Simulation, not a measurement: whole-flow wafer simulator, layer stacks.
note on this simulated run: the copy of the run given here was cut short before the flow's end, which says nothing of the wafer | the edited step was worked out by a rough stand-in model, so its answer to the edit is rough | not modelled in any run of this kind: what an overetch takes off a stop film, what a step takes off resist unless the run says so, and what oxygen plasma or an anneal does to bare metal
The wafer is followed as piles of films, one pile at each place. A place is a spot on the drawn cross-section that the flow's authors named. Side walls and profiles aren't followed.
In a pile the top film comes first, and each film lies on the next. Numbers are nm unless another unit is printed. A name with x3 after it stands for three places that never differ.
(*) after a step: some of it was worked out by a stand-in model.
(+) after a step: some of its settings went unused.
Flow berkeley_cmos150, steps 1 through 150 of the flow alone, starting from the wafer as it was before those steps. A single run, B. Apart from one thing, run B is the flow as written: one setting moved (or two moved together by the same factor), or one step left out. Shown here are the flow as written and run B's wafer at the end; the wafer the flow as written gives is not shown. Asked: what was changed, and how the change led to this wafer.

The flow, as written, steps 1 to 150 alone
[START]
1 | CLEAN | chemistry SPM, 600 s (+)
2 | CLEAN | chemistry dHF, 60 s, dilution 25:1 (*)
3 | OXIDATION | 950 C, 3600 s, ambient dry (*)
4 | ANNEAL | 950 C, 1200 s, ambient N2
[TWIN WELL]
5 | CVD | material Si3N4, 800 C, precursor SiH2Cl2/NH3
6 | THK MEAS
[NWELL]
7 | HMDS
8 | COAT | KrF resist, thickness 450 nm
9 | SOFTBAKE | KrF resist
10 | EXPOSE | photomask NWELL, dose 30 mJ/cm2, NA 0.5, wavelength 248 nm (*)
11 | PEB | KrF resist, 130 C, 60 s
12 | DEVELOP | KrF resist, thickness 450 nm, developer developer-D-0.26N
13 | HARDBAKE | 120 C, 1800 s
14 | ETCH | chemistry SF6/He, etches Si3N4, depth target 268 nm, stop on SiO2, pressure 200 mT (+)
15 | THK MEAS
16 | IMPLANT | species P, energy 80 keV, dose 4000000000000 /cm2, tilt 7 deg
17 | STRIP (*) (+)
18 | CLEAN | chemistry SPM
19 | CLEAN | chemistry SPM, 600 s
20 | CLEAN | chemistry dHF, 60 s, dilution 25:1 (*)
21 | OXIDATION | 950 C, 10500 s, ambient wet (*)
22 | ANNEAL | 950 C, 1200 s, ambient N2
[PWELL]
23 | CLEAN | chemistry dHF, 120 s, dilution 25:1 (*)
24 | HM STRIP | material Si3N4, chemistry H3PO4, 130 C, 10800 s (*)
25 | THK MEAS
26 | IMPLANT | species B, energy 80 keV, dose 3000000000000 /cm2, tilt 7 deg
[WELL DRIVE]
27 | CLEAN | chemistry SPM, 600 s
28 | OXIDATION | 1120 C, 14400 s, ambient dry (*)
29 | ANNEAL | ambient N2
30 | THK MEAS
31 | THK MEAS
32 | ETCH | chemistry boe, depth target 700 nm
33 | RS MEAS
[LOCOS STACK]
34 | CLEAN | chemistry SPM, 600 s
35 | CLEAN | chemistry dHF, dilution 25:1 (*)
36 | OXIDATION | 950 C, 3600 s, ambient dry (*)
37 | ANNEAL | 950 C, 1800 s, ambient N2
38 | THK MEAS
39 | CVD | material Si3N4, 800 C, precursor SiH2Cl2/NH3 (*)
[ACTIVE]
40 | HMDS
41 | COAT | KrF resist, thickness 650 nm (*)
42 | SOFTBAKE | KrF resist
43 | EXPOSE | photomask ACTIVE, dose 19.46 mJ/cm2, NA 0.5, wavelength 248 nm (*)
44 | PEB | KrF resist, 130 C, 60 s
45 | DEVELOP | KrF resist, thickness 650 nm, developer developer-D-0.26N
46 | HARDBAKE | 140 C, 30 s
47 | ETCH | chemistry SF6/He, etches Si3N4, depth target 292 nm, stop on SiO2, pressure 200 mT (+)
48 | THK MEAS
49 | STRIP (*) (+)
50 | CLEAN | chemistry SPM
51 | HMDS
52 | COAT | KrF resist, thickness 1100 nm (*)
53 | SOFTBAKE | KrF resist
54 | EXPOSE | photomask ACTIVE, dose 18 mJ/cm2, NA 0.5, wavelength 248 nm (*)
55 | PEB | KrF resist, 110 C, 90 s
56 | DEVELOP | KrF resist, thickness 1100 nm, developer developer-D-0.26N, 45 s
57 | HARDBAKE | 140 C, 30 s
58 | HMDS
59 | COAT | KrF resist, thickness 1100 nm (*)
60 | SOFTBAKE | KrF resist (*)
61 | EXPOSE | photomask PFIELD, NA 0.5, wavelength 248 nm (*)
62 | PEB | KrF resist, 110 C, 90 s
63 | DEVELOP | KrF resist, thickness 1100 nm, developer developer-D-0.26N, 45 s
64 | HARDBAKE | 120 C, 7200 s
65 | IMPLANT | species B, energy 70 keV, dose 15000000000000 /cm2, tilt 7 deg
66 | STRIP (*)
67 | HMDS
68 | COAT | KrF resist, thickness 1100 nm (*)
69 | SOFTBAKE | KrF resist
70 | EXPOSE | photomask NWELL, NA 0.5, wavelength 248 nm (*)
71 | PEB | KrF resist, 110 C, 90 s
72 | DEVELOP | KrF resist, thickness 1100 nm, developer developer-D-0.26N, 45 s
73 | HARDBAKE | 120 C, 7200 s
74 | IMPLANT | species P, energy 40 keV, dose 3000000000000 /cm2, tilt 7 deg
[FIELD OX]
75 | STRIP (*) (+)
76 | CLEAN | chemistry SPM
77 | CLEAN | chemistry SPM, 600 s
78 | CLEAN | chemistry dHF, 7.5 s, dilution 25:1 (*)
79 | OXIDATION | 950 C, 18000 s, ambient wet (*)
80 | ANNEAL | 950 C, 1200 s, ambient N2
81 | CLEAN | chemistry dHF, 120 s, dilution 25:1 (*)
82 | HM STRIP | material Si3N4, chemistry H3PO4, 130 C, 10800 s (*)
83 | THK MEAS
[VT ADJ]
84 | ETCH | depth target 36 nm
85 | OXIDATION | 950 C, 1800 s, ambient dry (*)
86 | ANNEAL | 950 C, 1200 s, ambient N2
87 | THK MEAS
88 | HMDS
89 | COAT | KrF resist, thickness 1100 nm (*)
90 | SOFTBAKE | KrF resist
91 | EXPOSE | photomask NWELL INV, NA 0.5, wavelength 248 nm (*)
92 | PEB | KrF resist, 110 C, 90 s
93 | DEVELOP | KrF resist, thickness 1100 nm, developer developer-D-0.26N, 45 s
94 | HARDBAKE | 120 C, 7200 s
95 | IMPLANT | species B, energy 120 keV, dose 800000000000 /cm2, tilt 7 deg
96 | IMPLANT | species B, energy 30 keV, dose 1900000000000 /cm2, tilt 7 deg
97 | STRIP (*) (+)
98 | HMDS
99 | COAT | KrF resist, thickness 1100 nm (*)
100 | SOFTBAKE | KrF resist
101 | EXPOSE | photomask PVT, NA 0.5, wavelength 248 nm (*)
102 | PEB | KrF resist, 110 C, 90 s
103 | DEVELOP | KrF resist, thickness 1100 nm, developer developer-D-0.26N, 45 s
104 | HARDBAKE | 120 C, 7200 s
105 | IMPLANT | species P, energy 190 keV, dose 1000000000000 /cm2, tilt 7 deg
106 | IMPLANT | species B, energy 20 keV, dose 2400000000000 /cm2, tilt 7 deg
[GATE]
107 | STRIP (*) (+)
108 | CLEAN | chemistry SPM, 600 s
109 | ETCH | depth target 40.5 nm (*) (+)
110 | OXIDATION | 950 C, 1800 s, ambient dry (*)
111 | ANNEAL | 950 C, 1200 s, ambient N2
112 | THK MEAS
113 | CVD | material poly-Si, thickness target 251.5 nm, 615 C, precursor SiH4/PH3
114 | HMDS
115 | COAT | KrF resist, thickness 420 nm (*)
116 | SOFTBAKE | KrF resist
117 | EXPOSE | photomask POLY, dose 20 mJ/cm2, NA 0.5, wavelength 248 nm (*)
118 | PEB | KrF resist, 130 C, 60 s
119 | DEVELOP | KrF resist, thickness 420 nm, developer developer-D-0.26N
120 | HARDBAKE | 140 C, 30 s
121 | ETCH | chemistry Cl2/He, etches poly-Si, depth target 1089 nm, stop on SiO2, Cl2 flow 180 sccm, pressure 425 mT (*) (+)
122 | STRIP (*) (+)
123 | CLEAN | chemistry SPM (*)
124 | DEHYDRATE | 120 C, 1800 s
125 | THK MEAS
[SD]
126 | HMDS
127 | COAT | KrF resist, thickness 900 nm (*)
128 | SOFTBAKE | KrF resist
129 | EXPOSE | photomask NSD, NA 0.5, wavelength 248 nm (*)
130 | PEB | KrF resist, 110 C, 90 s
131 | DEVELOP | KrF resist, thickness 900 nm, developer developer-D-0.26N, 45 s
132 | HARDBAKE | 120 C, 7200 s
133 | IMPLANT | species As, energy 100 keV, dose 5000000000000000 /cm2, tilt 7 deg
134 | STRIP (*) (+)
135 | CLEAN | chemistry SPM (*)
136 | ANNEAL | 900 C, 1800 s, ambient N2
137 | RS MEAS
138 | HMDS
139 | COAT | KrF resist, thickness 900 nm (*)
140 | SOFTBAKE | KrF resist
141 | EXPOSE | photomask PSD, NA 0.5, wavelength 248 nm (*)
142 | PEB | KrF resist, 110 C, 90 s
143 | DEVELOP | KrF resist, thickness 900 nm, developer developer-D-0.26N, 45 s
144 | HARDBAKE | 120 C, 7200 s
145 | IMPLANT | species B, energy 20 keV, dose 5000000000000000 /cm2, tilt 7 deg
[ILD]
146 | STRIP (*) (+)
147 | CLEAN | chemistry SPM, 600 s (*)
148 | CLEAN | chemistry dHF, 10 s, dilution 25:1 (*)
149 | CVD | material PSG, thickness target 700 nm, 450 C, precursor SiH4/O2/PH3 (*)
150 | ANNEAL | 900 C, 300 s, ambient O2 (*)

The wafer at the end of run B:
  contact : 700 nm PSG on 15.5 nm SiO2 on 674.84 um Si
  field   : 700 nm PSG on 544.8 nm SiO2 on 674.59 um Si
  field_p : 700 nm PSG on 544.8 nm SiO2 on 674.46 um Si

The reason: step 109, ETCH: depth target 18.2 nm was run, though the flow has depth target 40.5 nm.

How this came from the change, step by step:
  109 | ETCH | depth target 40.5 nm (*) (+)
      gate_n, sd_p, gate_p, contact, m1: -18.2 SiO2 (as written it would have been: -20.4 SiO2 (all of it))
      sd_n: -18.2 SiO2 (as written it would have been: -40.4 SiO2 (all of it))
      (and at 2 other places as well)
  110 | OXIDATION | 950 C, 1800 s, ambient dry (*)
      gate_n, sd_p, gate_p, contact, m1: +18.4 SiO2, -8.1 Si (as written it would have been: +20.4 SiO2 (new film), -8.98 Si)
      sd_n: +12.3 SiO2, -5.43 Si (as written it would have been: +20.4 SiO2 (new film), -8.98 Si)
  115 | COAT | KrF resist, thickness 420 nm (*)
      gate_n: +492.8 KrF resist (new film) (as written it would have been: +482.5 KrF resist (new film))
  120 | HARDBAKE | 140 C, 30 s
      gate_n: -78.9 KrF resist (as written it would have been: -77.1 KrF resist)
  122 | STRIP (*) (+)
      gate_n: +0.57 chemical SiO2 (new film), -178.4 KrF resist (all of it), -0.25 poly-Si (as written it would have been: +0.57 chemical SiO2 (new film), -169.8 KrF resist (all of it), -0.25 poly-Si)
      gate_p: +0.57 chemical SiO2 (new film), -210.8 KrF resist (all of it), -0.25 poly-Si (as written it would have been: +0.57 chemical SiO2 (new film), -206.4 KrF resist (all of it), -0.25 poly-Si)
